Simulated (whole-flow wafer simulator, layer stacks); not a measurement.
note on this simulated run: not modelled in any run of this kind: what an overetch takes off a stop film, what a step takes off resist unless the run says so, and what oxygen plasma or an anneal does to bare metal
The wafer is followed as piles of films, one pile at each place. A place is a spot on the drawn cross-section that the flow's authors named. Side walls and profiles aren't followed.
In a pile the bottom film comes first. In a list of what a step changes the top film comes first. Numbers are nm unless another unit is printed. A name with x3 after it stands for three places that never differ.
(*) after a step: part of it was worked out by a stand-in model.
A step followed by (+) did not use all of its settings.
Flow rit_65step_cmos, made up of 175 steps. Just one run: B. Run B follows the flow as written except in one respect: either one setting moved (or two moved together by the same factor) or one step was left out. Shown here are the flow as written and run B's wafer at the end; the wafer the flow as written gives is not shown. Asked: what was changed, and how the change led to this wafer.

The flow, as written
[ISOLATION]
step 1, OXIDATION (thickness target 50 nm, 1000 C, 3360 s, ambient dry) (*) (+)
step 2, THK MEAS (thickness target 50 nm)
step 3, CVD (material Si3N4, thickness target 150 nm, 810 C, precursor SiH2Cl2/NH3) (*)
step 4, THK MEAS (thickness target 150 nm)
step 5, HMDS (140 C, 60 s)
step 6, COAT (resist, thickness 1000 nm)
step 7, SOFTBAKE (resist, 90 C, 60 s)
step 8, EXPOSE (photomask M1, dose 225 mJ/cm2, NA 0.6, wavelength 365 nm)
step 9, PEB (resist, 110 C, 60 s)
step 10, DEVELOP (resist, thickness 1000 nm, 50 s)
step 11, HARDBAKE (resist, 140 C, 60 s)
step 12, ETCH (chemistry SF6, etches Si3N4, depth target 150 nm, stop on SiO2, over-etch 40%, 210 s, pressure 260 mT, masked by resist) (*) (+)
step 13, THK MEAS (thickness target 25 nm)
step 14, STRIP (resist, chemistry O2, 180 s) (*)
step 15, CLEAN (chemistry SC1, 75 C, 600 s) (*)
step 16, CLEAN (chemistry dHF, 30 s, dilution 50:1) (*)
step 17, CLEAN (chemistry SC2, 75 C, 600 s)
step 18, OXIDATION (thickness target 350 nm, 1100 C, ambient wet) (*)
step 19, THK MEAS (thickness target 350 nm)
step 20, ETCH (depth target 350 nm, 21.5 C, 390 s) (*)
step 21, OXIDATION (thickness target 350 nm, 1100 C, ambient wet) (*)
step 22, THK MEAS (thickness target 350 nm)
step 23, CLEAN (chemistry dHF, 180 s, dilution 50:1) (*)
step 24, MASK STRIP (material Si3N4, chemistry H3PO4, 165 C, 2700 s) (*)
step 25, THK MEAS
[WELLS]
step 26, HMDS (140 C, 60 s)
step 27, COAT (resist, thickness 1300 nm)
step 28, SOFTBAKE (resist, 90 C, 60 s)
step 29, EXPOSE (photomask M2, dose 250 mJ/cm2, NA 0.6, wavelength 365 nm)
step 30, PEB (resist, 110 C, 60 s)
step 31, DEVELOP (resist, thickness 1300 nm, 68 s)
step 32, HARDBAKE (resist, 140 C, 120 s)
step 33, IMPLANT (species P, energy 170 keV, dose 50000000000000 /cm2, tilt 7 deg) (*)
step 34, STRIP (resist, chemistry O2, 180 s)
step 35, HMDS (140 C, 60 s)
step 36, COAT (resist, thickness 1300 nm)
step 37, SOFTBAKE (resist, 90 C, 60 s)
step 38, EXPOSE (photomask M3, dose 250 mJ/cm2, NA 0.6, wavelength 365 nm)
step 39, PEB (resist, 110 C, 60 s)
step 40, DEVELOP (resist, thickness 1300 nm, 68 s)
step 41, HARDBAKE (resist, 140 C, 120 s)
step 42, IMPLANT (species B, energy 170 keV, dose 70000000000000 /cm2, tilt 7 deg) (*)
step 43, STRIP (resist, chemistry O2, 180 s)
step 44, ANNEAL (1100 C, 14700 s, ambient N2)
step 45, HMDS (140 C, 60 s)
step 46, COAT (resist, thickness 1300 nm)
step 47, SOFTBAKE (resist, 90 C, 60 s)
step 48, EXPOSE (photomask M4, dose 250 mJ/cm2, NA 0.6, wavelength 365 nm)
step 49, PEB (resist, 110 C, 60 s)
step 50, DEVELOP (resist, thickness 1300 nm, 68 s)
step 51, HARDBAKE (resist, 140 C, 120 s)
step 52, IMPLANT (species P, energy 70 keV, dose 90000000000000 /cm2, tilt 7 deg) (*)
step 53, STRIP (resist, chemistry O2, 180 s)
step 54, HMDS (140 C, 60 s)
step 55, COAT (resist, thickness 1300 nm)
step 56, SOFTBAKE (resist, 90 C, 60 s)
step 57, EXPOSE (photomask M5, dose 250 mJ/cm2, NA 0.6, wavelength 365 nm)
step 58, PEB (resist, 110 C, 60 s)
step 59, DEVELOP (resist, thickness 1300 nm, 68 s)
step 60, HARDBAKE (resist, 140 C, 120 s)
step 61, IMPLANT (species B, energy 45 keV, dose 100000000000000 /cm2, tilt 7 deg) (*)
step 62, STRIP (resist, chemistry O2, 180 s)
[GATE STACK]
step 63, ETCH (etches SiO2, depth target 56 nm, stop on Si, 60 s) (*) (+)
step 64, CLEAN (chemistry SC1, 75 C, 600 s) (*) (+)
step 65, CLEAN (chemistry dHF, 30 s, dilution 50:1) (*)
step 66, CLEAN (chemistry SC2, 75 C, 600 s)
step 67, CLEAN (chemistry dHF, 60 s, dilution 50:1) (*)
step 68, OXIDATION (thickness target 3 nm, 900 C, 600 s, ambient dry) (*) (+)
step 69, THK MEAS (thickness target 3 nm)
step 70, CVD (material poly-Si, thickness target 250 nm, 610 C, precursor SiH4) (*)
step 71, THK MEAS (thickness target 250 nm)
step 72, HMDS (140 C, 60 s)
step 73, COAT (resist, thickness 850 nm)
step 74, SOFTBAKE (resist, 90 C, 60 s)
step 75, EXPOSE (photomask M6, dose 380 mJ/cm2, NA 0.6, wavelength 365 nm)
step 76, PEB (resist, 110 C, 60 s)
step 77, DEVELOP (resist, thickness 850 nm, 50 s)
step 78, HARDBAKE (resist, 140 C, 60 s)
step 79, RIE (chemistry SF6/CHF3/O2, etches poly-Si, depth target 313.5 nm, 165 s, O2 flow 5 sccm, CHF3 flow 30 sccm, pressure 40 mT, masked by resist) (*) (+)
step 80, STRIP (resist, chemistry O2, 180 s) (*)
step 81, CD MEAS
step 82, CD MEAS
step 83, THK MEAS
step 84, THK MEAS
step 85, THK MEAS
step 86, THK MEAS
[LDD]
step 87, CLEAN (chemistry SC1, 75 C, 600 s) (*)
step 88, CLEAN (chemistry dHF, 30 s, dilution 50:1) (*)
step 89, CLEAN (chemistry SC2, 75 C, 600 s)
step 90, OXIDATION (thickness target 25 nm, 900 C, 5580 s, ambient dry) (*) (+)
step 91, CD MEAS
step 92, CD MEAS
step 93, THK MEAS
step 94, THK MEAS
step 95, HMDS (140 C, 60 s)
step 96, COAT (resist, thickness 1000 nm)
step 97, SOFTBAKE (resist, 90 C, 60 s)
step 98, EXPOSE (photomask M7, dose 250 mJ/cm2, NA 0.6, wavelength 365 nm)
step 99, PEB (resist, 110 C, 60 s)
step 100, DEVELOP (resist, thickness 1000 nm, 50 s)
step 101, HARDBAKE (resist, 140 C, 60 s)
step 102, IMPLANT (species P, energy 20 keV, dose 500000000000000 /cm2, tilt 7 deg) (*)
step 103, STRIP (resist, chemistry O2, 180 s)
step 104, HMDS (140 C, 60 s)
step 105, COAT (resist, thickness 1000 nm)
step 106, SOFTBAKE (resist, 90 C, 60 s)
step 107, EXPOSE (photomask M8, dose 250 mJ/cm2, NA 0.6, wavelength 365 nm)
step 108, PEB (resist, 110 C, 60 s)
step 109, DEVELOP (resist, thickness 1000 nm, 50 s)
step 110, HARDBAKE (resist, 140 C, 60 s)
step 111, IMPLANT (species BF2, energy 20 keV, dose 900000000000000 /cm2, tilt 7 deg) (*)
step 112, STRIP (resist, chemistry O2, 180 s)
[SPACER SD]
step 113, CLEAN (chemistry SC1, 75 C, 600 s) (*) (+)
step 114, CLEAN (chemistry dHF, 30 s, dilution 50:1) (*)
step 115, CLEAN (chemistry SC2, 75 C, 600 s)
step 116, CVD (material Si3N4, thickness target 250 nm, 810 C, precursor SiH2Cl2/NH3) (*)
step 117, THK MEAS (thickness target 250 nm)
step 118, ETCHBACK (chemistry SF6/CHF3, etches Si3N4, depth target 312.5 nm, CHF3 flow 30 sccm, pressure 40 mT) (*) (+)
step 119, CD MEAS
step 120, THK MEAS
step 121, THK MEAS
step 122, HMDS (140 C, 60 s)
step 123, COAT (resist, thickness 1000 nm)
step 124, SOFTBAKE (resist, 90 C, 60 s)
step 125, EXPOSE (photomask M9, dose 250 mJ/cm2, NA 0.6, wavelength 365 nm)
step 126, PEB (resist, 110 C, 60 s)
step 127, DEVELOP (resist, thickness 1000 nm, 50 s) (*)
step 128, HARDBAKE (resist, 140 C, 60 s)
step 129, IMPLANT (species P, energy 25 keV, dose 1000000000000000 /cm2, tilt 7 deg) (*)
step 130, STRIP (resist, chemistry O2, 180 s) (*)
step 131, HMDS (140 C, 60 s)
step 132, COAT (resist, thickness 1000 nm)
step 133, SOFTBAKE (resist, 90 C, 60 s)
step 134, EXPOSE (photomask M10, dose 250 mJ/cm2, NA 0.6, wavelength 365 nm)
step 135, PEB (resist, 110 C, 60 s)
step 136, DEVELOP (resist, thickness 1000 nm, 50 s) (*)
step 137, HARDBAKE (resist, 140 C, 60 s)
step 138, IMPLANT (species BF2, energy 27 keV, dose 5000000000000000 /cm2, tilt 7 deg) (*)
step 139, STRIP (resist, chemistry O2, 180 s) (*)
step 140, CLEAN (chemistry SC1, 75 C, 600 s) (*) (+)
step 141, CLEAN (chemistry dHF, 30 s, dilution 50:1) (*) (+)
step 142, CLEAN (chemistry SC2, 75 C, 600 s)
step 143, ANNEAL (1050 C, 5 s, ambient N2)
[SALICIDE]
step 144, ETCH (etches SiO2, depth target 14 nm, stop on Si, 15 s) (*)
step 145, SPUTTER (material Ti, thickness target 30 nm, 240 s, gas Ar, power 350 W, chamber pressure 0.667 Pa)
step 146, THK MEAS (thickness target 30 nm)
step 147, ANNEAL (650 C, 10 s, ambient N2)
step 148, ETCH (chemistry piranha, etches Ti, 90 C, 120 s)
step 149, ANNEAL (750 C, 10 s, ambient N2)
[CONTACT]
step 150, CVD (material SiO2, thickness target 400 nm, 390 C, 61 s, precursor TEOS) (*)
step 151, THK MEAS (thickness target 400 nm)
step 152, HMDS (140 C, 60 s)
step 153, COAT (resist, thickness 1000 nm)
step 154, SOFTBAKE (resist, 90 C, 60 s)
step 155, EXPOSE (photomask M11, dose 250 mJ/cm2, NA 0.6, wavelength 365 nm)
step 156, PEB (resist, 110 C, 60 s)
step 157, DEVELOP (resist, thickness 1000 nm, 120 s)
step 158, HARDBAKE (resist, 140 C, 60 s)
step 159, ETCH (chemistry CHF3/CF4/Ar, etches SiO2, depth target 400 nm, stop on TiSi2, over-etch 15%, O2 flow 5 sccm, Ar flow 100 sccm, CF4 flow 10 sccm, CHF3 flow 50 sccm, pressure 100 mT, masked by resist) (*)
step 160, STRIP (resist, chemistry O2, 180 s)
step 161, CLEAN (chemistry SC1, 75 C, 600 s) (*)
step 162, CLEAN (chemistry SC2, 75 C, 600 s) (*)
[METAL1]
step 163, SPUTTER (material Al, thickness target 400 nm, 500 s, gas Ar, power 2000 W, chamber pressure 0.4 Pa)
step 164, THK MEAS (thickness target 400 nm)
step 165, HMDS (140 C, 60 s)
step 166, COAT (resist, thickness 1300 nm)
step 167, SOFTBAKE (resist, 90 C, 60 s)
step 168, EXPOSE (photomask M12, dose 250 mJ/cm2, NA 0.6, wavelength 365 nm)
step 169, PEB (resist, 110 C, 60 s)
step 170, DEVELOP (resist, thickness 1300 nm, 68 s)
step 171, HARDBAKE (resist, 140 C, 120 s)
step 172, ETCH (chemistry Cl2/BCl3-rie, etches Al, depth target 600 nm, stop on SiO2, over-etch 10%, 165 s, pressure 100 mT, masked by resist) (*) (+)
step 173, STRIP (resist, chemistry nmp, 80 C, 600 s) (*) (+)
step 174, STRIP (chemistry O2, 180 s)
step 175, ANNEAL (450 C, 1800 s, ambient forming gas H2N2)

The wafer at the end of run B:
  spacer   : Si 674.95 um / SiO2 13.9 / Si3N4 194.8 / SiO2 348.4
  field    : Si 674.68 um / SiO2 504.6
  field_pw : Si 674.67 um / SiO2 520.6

The reason: step 163, SPUTTER: thickness target 280 nm was run, whereas the flow has thickness target 400 nm.

How this came from the change, step by step:
  step 163, SPUTTER (material Al, thickness target 400 nm, 500 s, gas Ar, power 2000 W, chamber pressure 0.4 Pa)
      field, field_p, spacer, spacer_p: +280 Al (new film) (it would be, as written: +400 Al (new film))
      gate_n, gate_p: +280 Al (new film) (it would be, as written: +396 Al (new film))
      (as well as at 2 more places)
  step 172, ETCH (chemistry Cl2/BCl3-rie, etches Al, depth target 600 nm, stop on SiO2, over-etch 10%, 165 s, pressure 100 mT, masked by resist) (*) (+)
      field, field_p, spacer, spacer_p: -280 Al (all of it), -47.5 SiO2 (it would be, as written: -400 Al (all of it), -32.5 SiO2)
      gate_n, gate_p: -280 Al (all of it), -47.5 SiO2 (it would be, as written: -396 Al (all of it), -33 SiO2)
      (as well as at 2 more places)
